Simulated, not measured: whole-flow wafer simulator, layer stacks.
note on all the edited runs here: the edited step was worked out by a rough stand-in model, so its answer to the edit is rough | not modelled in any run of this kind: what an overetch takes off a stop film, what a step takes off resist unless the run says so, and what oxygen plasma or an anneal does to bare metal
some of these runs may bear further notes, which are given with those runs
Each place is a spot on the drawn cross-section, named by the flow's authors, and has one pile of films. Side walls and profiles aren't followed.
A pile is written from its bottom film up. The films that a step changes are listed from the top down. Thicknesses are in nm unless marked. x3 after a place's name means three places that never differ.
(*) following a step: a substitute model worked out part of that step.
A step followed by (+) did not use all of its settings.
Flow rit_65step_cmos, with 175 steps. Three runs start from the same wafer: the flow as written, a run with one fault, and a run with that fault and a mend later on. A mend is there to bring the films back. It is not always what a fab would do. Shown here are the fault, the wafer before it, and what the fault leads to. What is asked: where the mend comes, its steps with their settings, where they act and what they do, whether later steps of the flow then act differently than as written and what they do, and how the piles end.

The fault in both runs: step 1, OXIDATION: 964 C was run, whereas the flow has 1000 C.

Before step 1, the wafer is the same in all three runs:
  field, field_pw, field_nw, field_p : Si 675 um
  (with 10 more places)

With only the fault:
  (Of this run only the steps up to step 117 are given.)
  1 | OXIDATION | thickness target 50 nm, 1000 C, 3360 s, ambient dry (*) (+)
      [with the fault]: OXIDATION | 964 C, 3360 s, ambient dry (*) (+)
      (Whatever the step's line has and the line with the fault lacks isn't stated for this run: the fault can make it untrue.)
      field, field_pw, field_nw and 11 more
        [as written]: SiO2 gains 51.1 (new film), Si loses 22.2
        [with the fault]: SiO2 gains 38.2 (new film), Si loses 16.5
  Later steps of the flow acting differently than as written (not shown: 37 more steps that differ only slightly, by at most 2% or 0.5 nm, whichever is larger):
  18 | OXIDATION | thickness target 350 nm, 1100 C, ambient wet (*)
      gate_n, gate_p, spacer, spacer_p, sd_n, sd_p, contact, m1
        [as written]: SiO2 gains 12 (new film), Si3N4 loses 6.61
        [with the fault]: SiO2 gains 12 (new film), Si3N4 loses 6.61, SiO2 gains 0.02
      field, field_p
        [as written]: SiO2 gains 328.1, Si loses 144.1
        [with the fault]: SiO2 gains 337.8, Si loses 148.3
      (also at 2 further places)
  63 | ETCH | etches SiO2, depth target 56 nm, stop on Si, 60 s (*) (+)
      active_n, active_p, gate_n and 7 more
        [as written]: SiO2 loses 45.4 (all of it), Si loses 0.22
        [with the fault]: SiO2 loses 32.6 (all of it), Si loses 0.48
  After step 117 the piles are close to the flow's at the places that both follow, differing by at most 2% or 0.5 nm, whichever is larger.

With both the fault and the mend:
  The mend follows step 2.
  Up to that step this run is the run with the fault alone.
  2a | ETCH | depth target 44 nm, 21.5 C, 49 s
      field, field_pw, field_nw and 11 more
        SiO2 loses 38.2 (all of it)
  2b | CLEAN | chemistry SC2, 75 C, 600 s
      field, field_pw, field_nw and 11 more
        chemical SiO2 gains 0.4 (new film), Si loses 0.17
  2c | OXIDATION | 1000 C, 3360 s, ambient dry (*) (the flow's step 1, run once more with other settings)
      field, field_pw, field_nw and 11 more
        SiO2 gains 51 (new film), chemical SiO2 loses 0.4 (all of it), Si loses 22.3
  Later steps of the flow acting differently than as written (not shown: 18 more steps that differ only slightly, by at most 2% or 0.5 nm, whichever is larger):
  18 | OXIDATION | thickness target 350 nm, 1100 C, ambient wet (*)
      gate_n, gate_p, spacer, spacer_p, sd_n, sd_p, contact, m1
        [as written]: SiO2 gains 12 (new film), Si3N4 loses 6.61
        [with the mend]: SiO2 gains 12 (new film), Si3N4 loses 6.61, SiO2 gains 0.03
  At the end the piles are close to the flow's at the places that both follow, differing by at most 2% or 0.5 nm, whichever is larger.
